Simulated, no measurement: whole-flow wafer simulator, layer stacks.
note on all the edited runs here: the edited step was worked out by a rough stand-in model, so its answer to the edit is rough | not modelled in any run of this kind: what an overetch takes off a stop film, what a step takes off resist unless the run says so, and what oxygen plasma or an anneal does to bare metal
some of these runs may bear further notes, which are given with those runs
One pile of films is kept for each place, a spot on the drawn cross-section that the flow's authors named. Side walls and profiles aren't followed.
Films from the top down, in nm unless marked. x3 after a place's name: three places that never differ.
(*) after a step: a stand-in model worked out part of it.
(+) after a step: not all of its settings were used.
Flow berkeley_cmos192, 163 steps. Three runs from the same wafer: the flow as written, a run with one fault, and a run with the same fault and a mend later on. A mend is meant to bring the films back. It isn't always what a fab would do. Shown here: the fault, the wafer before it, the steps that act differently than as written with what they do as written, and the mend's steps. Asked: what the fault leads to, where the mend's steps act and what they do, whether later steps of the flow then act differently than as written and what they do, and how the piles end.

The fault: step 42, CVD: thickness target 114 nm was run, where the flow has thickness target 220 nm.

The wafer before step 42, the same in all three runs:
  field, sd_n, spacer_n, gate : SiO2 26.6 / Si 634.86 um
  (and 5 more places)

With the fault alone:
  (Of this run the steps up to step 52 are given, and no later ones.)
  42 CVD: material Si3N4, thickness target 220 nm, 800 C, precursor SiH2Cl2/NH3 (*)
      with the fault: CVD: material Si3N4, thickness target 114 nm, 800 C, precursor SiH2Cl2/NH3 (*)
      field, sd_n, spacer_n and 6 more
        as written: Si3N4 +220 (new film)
        with the fault: Si3N4 +114 (new film)
  Later steps of the flow that act differently than as written:
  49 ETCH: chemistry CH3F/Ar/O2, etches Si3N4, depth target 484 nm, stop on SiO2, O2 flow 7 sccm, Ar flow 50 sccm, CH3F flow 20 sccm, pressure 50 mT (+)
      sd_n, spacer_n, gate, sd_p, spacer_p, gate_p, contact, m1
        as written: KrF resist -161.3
        with the fault: KrF resist -90.7
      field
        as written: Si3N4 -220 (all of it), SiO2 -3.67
        with the fault: Si3N4 -114 (all of it), SiO2 -3.67
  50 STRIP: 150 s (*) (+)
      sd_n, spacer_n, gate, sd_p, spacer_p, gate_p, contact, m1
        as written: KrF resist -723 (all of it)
        with the fault: KrF resist -793.7 (all of it)
  After step 52 the piles differ from the flow's by more than 2% or 0.5 nm, whichever is larger, at sd_n, spacer_n, gate, sd_p, spacer_p, gate_p, contact, m1.
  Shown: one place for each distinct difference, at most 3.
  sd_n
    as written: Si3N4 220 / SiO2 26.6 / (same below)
    with the fault: Si3N4 114 / SiO2 26.6 / (same below)

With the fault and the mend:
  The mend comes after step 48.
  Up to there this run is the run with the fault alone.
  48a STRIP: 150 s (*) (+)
      sd_n, spacer_n, gate, sd_p, spacer_p, gate_p, contact, m1
        KrF resist -884.4 (all of it)
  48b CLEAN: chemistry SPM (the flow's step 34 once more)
      changes no film at any place that is followed
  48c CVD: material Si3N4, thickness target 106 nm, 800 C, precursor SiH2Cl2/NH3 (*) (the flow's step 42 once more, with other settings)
      field, sd_n, spacer_n and 6 more
        Si3N4 +106
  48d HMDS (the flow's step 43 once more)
      changes no film at any place that is followed
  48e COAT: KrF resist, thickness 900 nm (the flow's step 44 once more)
      field, sd_n, spacer_n and 6 more
        KrF resist +900 (new film)
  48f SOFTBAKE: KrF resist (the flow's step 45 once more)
      changes no film at any place that is followed
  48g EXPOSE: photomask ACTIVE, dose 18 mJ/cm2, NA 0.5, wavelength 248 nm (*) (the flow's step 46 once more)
      changes no film at any place that is followed
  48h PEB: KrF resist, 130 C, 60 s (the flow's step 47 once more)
      field, sd_n, spacer_n and 6 more
        KrF resist -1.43
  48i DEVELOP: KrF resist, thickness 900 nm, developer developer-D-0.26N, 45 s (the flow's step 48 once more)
      sd_n, spacer_n, gate, sd_p, spacer_p, gate_p, contact, m1
        KrF resist -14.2
      field
        KrF resist -898.6 (all of it)
  No later step of the flow acts differently than as written at any place that is followed.
  At the end the piles are the same as the flow's at every place that both follow.
